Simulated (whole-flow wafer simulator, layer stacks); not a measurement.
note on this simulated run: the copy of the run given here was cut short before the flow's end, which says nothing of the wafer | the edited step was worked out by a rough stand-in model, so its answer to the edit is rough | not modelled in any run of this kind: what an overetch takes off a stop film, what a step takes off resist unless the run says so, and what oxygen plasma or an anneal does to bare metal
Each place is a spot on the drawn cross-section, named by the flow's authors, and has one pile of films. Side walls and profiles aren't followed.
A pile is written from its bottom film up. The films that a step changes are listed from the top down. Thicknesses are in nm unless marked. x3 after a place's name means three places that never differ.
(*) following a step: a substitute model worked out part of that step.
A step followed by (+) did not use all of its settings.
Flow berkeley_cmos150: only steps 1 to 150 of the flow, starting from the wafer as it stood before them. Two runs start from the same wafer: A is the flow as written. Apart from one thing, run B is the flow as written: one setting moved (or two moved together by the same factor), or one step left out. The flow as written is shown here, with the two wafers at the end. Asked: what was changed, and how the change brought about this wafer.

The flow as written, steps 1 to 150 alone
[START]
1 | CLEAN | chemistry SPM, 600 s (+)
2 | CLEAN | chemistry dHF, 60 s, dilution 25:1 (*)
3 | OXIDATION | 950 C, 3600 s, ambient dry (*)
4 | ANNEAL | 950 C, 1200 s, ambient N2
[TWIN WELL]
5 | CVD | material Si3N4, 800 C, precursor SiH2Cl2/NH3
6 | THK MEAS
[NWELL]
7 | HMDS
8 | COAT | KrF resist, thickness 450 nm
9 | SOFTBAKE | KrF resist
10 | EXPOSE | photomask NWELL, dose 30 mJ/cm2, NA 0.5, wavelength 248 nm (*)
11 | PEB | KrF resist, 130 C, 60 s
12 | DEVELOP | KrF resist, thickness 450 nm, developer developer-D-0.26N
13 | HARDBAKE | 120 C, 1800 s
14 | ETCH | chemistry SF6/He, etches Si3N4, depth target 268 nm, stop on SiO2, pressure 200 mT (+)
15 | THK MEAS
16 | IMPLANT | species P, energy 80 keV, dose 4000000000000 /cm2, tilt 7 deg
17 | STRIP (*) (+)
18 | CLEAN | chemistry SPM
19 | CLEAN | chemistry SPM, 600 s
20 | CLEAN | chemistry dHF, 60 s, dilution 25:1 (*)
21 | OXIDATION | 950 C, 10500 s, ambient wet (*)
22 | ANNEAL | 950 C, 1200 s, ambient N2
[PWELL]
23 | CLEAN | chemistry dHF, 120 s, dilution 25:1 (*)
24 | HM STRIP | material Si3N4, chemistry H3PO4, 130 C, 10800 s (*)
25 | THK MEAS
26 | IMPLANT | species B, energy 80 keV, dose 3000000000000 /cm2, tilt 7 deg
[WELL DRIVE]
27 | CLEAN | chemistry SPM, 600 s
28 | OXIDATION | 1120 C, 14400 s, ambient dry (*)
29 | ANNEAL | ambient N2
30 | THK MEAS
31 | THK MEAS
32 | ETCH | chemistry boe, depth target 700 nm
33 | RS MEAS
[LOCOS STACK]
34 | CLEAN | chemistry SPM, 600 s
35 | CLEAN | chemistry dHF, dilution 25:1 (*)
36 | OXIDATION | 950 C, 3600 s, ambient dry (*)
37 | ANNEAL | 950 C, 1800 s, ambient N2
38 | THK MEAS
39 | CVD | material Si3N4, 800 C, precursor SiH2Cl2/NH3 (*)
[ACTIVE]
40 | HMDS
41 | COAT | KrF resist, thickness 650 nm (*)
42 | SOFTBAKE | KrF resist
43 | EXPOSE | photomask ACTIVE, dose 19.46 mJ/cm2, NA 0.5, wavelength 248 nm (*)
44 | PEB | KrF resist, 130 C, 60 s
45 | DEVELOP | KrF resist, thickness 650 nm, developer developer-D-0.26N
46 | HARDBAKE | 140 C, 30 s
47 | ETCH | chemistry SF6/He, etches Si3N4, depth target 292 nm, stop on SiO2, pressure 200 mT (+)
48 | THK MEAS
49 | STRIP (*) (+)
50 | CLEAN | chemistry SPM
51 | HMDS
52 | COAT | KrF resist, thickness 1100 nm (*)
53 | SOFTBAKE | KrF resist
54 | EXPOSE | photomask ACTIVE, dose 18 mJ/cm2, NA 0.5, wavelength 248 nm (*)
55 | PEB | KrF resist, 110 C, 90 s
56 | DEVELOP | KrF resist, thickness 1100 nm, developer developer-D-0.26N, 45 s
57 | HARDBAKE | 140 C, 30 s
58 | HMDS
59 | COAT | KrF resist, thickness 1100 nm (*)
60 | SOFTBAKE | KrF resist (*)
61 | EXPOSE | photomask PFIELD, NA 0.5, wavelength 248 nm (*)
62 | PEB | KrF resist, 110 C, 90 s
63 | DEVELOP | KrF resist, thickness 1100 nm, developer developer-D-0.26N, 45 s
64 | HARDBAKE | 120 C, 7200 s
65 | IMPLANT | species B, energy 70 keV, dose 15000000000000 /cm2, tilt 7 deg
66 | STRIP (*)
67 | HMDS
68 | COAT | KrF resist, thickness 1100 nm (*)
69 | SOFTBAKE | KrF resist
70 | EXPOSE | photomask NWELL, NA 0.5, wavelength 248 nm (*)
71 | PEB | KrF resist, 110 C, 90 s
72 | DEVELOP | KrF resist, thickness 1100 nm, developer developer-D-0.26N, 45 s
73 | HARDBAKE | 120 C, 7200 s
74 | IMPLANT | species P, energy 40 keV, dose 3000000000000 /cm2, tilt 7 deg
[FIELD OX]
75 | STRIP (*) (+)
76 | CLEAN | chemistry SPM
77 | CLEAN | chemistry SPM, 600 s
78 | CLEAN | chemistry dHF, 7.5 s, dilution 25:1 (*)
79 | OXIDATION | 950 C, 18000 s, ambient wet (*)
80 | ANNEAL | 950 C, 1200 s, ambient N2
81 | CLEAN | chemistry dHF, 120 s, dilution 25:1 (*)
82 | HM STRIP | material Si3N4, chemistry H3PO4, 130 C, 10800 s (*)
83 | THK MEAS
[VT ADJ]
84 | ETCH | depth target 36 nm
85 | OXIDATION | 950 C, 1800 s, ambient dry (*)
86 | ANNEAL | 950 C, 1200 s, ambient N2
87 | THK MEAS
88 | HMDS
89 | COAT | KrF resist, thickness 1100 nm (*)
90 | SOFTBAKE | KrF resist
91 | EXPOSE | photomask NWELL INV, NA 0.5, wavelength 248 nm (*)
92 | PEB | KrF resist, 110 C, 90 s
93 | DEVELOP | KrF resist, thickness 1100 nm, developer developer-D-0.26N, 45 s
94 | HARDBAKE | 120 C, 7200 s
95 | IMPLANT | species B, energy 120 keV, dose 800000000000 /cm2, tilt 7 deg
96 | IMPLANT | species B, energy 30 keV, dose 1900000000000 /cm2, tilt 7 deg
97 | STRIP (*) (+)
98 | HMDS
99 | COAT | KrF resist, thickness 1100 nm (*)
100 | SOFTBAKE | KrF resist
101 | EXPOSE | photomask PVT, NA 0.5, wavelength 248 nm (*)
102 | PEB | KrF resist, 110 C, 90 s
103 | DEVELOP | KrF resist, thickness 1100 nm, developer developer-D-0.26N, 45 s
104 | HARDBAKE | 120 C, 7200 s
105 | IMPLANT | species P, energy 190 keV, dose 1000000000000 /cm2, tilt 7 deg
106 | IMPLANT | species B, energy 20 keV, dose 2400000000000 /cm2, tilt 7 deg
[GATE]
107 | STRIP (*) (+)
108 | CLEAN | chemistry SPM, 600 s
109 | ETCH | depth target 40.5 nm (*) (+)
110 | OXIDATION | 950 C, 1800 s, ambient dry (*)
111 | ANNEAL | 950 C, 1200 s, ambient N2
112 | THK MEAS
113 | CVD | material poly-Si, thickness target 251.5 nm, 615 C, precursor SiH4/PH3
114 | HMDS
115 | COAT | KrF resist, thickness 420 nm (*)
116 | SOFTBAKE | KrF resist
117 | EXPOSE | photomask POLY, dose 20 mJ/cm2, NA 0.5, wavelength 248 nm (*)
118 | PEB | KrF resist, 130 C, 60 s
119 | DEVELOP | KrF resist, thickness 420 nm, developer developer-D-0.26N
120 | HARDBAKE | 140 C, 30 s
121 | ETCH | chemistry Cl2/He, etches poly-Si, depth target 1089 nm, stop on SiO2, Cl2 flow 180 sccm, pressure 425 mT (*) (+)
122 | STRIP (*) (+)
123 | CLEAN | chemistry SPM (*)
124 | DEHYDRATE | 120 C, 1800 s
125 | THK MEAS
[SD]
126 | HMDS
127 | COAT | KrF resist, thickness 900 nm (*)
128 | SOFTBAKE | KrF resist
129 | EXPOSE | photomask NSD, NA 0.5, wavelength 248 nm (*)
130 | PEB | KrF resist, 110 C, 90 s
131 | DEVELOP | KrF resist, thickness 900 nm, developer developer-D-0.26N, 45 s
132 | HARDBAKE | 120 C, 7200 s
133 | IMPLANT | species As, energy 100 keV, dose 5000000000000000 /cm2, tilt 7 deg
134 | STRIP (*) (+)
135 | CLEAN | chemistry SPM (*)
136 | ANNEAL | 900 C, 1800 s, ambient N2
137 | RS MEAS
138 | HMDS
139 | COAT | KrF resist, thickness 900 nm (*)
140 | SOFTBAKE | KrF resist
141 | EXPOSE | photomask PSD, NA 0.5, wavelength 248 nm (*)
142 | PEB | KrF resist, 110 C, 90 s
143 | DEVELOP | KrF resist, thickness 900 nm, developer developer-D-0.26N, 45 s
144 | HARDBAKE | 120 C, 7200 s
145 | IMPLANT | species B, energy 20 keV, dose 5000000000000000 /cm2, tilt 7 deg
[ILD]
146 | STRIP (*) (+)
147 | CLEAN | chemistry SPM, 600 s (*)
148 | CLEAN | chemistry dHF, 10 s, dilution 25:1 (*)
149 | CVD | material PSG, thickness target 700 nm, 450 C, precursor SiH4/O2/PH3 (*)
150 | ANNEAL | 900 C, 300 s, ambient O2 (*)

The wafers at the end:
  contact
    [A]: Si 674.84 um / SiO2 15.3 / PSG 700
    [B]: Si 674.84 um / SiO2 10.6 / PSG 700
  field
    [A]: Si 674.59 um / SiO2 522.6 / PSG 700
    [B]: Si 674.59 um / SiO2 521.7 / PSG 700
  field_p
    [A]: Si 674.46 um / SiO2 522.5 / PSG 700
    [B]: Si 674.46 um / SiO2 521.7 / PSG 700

Cause: step 110, OXIDATION: 1170 s was run, though the flow has 1800 s.

How this came from the change, step by step:
  110 | OXIDATION | 950 C, 1800 s, ambient dry (*)
      sd_n, gate_n, sd_p, gate_p, contact, m1: A SiO2 gains 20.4 (new film), Si loses 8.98 | B SiO2 gains 15.7 (new film), Si loses 6.91
      field, field_p: A SiO2 gains 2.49, Si loses 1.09 | B SiO2 gains 1.62, Si loses 0.71
